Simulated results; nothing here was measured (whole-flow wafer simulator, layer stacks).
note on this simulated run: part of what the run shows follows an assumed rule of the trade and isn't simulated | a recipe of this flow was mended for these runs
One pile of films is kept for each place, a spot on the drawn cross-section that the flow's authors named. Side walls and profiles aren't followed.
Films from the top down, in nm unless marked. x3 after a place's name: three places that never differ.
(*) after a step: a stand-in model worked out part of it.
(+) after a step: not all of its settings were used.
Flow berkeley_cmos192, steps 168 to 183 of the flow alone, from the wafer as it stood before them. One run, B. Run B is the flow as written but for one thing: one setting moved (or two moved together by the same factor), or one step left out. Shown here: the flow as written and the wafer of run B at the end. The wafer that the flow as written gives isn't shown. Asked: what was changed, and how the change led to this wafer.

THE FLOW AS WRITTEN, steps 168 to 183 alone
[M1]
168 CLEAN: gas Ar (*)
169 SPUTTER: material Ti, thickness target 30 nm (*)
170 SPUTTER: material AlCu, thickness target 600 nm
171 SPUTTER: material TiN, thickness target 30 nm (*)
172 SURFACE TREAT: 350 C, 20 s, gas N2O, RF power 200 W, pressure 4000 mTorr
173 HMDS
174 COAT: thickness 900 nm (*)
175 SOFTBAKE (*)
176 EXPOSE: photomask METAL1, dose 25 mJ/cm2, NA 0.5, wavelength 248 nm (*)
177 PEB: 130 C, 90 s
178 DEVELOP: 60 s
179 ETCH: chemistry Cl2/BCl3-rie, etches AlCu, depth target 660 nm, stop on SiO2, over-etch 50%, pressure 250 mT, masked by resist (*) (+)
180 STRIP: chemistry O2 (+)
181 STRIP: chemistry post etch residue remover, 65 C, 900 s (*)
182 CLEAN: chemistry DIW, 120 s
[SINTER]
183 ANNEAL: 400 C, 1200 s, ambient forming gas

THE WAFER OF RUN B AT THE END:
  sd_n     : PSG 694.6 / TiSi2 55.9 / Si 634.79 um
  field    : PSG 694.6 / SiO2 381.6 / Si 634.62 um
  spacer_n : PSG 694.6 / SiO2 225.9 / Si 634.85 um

The cause: step 179, ETCH: depth target 440 nm was run, where the flow has depth target 660 nm.

How the change led to this, step by step:
  179 ETCH: chemistry Cl2/BCl3-rie, etches AlCu, depth target 660 nm, stop on SiO2, over-etch 50%, pressure 250 mT, masked by resist (*) (+)
      field, sd_n, spacer_n, gate, spacer_p, gate_p: TiN -30 (all of it), AlCu -600 (all of it), Ti -30 (all of it) (as written it would be: TiN -30 (all of it), AlCu -600 (all of it), Ti -30 (all of it), PSG -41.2)
      contact, m1: KrF-resist -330 (as written it would be: KrF-resist -495)
      (and at 1 more place)
  180 STRIP: chemistry O2 (+)
      contact: KrF-resist -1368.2 (all of it) (as written it would be: KrF-resist -1203.2 (all of it))
      m1: KrF-resist -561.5 (all of it) (as written it would be: KrF-resist -396.5 (all of it))
